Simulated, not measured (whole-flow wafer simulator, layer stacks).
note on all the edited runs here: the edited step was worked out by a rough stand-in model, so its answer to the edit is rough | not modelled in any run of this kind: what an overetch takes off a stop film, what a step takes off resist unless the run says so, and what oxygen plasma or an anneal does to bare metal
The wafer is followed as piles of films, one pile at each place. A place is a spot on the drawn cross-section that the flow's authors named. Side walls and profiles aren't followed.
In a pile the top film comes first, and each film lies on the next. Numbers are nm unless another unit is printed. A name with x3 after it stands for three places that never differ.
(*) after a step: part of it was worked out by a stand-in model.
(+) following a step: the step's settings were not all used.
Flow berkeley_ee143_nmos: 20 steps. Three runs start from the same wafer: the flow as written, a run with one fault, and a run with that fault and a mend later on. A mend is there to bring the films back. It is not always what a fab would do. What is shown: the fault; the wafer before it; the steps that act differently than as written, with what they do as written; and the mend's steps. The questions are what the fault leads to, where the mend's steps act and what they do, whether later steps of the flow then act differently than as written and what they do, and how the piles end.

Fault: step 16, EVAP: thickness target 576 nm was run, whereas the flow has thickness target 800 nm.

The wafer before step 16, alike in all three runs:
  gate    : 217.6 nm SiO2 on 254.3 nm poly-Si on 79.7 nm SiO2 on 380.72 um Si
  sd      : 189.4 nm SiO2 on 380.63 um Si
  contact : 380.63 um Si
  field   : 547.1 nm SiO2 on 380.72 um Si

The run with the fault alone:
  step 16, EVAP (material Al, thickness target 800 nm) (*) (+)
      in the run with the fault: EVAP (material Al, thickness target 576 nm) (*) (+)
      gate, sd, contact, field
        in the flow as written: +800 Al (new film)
        in the run with the fault: +576 Al (new film)
  Steps later in the flow that act otherwise than as written:
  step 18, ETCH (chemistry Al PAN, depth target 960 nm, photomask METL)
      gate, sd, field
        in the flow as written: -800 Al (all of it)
        in the run with the fault: -576 Al (all of it)
  The piles end different from the flow's at contact by more than 2% or 0.5 nm, whichever is larger.
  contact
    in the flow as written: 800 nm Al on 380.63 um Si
    in the run with the fault: 576 nm Al on 380.63 um Si

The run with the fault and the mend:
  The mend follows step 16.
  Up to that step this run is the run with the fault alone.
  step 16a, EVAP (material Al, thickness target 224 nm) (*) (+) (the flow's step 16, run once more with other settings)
      gate, sd, contact, field
        +224 Al
  Later steps of the flow that are run all act as written at every place that is followed.
  The piles end the same as the flow's at every place that both follow.
